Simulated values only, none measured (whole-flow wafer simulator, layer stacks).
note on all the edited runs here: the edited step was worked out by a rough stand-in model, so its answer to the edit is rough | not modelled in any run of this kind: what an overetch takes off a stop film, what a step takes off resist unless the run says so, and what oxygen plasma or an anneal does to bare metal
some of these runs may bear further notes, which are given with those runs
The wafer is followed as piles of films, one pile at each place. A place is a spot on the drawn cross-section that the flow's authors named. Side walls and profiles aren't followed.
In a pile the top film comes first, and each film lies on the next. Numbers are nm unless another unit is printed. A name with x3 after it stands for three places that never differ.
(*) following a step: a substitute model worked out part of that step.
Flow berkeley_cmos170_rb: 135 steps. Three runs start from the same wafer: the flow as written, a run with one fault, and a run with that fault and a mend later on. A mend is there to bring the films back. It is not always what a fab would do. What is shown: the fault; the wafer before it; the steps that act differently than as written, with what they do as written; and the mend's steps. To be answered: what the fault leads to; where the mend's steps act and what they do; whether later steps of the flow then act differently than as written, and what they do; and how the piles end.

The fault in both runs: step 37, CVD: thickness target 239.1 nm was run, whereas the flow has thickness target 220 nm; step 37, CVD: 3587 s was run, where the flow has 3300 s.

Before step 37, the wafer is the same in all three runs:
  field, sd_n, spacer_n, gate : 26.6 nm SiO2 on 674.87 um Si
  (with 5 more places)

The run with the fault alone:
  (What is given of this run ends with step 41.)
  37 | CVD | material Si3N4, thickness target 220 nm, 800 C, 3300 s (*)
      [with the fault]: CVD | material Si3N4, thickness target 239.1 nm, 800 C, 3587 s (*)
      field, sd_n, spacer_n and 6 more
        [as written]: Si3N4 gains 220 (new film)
        [with the fault]: Si3N4 gains 239.1 (new film)
  None of the later steps of the flow up to step 41 acts differently than as written at any place that is followed.
  The piles after step 41 differ from the flow's at field, sd_n, spacer_n and 6 more by more than 2% or 0.5 nm, whichever is larger.
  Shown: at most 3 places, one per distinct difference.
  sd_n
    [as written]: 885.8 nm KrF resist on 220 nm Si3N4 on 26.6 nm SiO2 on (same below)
    [with the fault]: 885.8 nm KrF resist on 239.1 nm Si3N4 on 26.6 nm SiO2 on (same below)
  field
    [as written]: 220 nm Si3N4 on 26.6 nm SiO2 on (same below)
    [with the fault]: 239.1 nm Si3N4 on 26.6 nm SiO2 on (same below)

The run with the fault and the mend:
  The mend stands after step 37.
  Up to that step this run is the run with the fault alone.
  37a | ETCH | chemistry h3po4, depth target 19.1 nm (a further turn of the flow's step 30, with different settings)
      field, sd_n, spacer_n and 6 more
        Si3N4 loses 19.1
  None of the later steps of the flow acts differently than as written at any place that is followed.
  The piles end the same as the flow's at every place that both follow.
